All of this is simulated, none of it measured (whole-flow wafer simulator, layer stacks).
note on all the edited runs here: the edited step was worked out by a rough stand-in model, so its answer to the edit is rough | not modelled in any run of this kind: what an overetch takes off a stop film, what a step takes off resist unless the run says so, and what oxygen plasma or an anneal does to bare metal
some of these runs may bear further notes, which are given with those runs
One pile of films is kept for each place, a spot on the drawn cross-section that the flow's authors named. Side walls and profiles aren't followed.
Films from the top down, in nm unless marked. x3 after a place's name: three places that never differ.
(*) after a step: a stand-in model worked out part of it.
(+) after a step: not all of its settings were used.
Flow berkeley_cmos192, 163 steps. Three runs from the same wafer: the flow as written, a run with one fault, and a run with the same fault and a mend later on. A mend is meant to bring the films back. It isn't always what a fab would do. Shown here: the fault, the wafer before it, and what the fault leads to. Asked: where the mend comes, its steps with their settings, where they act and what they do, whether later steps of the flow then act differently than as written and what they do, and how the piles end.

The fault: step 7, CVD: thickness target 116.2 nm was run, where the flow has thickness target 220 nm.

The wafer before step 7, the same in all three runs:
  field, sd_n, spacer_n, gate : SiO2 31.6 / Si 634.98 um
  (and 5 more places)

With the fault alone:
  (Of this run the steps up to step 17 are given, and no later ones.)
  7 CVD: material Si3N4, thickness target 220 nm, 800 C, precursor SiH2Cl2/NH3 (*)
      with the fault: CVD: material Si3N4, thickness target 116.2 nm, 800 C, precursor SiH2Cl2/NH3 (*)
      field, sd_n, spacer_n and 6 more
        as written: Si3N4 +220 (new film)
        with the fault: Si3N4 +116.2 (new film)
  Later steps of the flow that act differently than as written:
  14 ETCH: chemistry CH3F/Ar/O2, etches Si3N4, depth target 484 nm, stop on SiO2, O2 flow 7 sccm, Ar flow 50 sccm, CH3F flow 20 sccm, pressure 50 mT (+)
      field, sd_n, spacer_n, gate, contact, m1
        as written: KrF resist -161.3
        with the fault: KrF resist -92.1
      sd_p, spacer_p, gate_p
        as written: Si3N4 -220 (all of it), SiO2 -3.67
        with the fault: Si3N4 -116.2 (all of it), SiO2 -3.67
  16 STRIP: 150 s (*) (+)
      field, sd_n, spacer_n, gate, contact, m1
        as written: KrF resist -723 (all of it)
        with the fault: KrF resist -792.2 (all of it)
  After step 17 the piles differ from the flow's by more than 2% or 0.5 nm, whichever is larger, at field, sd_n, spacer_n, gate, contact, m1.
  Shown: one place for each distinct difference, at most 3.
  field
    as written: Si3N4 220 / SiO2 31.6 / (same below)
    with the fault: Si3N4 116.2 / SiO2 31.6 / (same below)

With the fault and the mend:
  The mend comes after step 7.
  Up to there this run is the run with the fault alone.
  7a CVD: material Si3N4, thickness target 103.8 nm, 800 C, precursor SiH2Cl2/NH3 (*) (the flow's step 7 once more, with other settings)
      field, sd_n, spacer_n and 6 more
        Si3N4 +103.8
  No later step of the flow acts differently than as written at any place that is followed.
  At the end the piles are the same as the flow's at every place that both follow.
